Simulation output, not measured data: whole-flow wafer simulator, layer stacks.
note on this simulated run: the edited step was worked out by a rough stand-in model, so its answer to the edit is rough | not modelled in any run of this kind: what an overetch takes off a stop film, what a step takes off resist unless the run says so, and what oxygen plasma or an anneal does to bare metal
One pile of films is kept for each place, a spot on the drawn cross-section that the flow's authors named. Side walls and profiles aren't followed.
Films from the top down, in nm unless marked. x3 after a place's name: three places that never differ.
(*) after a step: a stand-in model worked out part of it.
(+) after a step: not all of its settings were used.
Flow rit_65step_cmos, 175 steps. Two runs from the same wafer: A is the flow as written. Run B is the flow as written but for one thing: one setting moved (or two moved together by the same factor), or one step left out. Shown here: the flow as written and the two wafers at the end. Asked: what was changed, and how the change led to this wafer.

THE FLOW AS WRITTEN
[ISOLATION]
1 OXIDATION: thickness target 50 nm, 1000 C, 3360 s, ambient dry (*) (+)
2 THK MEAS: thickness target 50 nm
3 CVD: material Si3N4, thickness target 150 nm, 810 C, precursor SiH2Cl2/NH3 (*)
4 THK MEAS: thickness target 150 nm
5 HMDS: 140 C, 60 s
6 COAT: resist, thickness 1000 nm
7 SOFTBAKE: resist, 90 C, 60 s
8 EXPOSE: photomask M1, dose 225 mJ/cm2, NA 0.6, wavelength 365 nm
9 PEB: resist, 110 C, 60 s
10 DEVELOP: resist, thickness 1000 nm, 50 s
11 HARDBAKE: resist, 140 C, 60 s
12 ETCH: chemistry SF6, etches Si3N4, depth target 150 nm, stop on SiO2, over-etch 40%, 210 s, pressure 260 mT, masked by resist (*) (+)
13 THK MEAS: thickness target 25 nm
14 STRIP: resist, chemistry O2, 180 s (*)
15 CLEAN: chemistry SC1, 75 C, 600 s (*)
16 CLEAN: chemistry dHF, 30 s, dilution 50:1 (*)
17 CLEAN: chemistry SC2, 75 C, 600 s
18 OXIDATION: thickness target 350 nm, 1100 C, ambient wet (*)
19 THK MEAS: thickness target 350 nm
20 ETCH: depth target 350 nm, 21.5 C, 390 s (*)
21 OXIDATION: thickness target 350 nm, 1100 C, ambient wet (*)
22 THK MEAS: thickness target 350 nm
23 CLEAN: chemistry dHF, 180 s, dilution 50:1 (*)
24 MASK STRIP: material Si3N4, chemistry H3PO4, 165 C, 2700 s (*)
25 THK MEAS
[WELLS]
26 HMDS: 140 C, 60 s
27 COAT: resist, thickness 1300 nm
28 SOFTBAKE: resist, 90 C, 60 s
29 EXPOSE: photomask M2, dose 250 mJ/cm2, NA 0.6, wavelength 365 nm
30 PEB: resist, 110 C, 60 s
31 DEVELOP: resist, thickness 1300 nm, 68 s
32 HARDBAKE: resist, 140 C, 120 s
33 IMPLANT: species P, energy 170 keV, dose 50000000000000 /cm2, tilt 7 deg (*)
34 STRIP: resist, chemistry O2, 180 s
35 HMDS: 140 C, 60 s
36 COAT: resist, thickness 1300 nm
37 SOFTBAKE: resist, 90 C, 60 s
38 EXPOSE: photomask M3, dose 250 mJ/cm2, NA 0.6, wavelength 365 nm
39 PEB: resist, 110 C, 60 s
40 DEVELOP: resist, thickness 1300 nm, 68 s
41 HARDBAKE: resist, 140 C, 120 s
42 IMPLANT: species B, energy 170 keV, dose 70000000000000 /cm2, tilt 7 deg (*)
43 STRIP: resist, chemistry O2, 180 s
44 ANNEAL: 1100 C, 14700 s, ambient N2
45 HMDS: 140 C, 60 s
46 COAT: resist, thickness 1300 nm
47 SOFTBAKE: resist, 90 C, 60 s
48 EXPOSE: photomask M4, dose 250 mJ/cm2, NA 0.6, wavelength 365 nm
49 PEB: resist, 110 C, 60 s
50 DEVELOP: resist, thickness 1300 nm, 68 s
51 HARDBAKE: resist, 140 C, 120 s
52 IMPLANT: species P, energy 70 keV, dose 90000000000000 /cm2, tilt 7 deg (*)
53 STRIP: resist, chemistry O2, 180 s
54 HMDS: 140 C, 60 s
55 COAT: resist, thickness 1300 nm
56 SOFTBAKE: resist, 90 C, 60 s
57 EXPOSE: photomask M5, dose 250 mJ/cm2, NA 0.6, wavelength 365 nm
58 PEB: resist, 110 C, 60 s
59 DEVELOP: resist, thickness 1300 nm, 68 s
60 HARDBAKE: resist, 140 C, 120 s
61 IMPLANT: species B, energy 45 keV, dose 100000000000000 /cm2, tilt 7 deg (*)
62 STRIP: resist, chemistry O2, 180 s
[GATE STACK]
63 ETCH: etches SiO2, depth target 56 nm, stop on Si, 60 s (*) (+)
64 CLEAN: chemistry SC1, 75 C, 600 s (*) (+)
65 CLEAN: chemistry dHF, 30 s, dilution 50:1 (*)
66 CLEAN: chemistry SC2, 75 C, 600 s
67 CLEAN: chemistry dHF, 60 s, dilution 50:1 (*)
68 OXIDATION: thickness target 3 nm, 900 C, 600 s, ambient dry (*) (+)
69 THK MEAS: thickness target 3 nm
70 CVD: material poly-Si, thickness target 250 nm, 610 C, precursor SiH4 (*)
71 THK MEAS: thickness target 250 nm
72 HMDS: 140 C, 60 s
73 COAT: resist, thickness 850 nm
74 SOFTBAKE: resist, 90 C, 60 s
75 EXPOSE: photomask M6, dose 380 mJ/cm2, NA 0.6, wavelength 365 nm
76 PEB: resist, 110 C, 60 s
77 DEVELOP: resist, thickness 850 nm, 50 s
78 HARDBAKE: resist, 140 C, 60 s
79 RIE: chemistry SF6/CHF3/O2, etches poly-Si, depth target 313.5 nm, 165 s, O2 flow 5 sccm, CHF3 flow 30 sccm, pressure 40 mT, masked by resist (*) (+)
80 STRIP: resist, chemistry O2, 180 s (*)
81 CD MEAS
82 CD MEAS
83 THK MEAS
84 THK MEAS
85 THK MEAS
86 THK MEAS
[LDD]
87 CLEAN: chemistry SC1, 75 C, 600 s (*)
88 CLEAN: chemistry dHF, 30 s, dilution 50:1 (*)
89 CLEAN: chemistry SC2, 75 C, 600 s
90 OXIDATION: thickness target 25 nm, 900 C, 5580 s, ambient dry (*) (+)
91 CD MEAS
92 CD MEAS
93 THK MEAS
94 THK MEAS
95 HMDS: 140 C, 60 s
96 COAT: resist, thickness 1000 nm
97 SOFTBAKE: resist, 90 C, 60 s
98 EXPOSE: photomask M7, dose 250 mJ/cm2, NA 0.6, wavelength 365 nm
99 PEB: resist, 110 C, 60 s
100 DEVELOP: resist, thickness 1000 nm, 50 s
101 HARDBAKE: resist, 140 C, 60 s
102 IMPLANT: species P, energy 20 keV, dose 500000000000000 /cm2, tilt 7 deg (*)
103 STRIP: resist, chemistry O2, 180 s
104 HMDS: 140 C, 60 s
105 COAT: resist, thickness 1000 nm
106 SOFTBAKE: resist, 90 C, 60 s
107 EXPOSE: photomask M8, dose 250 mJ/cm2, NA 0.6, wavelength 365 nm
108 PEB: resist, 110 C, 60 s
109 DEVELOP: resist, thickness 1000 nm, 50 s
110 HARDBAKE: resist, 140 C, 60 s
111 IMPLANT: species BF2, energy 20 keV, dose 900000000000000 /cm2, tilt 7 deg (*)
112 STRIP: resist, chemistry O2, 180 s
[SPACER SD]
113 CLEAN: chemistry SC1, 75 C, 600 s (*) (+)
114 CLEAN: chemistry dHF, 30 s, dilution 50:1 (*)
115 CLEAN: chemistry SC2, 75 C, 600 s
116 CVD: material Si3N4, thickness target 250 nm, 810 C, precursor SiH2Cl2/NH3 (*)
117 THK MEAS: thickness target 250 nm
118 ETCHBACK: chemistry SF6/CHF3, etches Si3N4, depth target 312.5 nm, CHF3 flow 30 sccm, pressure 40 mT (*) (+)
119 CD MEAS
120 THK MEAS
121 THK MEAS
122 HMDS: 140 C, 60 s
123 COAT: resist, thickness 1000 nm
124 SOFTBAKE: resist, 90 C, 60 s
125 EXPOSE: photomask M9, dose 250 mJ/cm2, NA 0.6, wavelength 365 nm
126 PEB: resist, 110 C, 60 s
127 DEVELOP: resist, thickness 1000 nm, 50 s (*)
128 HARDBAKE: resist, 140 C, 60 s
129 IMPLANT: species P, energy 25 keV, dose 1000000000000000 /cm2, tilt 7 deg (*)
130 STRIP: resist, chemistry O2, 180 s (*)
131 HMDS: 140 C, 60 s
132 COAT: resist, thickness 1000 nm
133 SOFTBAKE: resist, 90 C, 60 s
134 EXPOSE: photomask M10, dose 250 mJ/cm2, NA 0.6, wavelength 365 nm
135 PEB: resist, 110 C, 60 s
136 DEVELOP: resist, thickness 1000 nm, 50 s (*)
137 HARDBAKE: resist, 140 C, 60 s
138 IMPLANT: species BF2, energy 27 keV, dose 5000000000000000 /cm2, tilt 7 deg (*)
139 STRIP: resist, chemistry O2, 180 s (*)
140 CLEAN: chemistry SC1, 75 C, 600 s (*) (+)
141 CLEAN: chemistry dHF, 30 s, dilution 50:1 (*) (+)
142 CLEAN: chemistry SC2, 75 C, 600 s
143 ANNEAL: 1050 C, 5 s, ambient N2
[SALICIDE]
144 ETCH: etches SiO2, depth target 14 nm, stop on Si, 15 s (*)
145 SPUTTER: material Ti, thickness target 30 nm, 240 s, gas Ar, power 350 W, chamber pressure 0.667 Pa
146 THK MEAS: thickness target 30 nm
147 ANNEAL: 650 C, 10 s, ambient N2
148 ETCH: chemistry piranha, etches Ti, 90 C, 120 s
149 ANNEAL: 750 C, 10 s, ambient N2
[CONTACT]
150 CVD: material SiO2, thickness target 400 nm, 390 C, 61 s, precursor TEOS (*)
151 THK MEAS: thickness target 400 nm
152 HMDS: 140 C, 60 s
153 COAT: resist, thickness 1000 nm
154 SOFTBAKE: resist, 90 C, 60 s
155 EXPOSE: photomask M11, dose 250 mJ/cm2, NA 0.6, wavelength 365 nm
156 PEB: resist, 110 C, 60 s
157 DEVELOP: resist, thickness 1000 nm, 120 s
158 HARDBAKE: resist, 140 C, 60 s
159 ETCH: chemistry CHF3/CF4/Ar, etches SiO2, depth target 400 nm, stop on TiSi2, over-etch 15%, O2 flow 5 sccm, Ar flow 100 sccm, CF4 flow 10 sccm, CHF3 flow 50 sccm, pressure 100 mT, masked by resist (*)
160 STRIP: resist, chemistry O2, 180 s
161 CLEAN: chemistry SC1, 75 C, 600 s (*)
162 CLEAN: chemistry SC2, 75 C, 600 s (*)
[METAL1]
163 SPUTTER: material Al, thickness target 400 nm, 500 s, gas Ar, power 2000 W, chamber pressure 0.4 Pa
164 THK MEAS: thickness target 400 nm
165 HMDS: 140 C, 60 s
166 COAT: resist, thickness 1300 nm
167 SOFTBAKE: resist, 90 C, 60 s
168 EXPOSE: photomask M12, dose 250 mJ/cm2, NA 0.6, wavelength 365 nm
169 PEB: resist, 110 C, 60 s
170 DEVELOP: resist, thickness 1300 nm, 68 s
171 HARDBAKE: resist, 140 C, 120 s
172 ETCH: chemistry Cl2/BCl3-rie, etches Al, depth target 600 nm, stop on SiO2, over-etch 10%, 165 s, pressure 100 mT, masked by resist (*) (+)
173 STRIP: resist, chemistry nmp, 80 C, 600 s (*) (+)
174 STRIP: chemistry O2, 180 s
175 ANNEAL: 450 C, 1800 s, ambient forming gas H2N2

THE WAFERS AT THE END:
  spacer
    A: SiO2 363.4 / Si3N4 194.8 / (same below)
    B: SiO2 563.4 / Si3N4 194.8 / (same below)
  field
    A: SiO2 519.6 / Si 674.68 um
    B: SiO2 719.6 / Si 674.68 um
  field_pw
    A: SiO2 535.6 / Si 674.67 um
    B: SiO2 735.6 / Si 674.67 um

The cause: step 150, CVD: thickness target 600 nm was run, where the flow has thickness target 400 nm.

How the change led to this, step by step:
  150 CVD: material SiO2, thickness target 400 nm, 390 C, 61 s, precursor TEOS (*)
      field, field_pw, field_nw, field_p: A SiO2 +400 | B SiO2 +600
      spacer, spacer_p: A SiO2 +400 (new film) | B SiO2 +600 (new film)
      (and at 2 more places)
